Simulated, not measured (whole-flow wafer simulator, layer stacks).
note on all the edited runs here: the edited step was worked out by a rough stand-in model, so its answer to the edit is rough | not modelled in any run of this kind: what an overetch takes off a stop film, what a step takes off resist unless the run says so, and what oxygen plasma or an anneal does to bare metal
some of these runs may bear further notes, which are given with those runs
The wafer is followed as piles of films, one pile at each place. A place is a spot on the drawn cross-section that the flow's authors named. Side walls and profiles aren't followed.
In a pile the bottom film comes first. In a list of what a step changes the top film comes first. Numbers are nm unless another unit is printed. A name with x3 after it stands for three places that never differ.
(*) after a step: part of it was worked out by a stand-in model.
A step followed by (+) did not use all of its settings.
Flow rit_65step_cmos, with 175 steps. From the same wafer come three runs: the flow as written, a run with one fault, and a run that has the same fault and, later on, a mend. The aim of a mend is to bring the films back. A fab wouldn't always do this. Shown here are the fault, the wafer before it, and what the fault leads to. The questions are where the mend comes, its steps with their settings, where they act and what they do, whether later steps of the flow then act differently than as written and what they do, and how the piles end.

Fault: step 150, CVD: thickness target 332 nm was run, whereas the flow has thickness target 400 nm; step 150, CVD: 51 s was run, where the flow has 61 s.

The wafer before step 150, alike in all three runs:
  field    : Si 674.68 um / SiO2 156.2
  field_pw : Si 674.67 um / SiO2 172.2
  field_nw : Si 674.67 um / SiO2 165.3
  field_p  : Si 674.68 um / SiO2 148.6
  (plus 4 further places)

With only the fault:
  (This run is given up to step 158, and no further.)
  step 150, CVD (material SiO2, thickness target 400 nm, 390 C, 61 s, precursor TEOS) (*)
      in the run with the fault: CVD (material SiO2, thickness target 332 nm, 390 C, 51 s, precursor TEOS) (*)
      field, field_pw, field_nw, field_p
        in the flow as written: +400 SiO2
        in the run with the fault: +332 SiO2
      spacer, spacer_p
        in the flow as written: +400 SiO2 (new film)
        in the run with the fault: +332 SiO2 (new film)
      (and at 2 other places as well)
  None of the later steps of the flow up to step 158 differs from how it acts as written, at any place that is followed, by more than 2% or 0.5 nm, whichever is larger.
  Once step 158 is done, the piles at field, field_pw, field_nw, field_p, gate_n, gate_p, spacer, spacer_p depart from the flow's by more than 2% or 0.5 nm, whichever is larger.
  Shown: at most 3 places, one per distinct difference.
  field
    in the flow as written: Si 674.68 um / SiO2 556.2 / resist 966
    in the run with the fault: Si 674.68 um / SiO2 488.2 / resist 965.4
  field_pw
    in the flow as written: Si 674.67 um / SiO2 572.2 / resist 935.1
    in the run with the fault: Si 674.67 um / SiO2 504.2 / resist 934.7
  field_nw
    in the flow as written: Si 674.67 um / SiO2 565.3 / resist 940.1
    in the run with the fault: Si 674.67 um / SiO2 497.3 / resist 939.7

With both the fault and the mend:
  The mend follows step 158.
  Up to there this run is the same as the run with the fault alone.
  step 158a, STRIP (resist, chemistry O2, 180 s)
      field
        -965.4 resist (all of it)
      field_pw
        -934.7 resist (all of it)
      field_nw
        -939.7 resist (all of it)
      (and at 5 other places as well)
  step 158b, CVD (material SiO2, thickness target 68 nm, 390 C, 10.37 s, precursor TEOS) (*) (the flow's step 150, run once more with other settings)
      field, field_pw, field_nw, field_p, spacer, spacer_p
        +68 SiO2
      gate_n, gate_p
        +66.8 SiO2
  step 158c, HMDS (140 C, 60 s) (the flow's step 152, run once more)
      alters no film at any place that is followed
  step 158d, COAT (resist, thickness 1000 nm) (the flow's step 153, run once more)
      field
        +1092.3 resist (new film)
      field_pw
        +1057.3 resist (new film)
      field_nw
        +1063.1 resist (new film)
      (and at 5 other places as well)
  step 158e, SOFTBAKE (resist, 90 C, 60 s) (the flow's step 154, run once more)
      alters no film at any place that is followed
  step 158f, EXPOSE (photomask M11, dose 250 mJ/cm2, NA 0.6, wavelength 365 nm) (the flow's step 155, run once more)
      alters no film at any place that is followed
  step 158g, PEB (resist, 110 C, 60 s) (the flow's step 156, run once more)
      gate_n, gate_p
        -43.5 resist
      field
        -57 resist
      field_pw
        -55.1 resist
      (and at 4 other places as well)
  step 158h, DEVELOP (resist, thickness 1000 nm, 120 s) (the flow's step 157, run once more)
      field_p, spacer
        -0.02 resist
  step 158i, HARDBAKE (resist, 140 C, 60 s) (the flow's step 158, run once more)
      spacer, spacer_p
        -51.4 resist
      field
        -70.1 resist
      field_pw
        -67.6 resist
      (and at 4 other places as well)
  Steps further on in the flow that do not act as written (5 more steps, not shown, differ only slightly: by at most 2% or 0.5 nm, whichever is larger):
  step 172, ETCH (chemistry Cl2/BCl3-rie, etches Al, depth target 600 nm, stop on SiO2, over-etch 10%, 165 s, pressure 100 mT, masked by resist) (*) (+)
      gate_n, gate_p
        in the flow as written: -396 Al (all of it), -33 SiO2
        in the run with the mend: -390.6 Al (all of it), -33.7 SiO2
  The piles end only slightly different from the flow's at the places that both follow, by no more than 2% or 0.5 nm, whichever is larger.
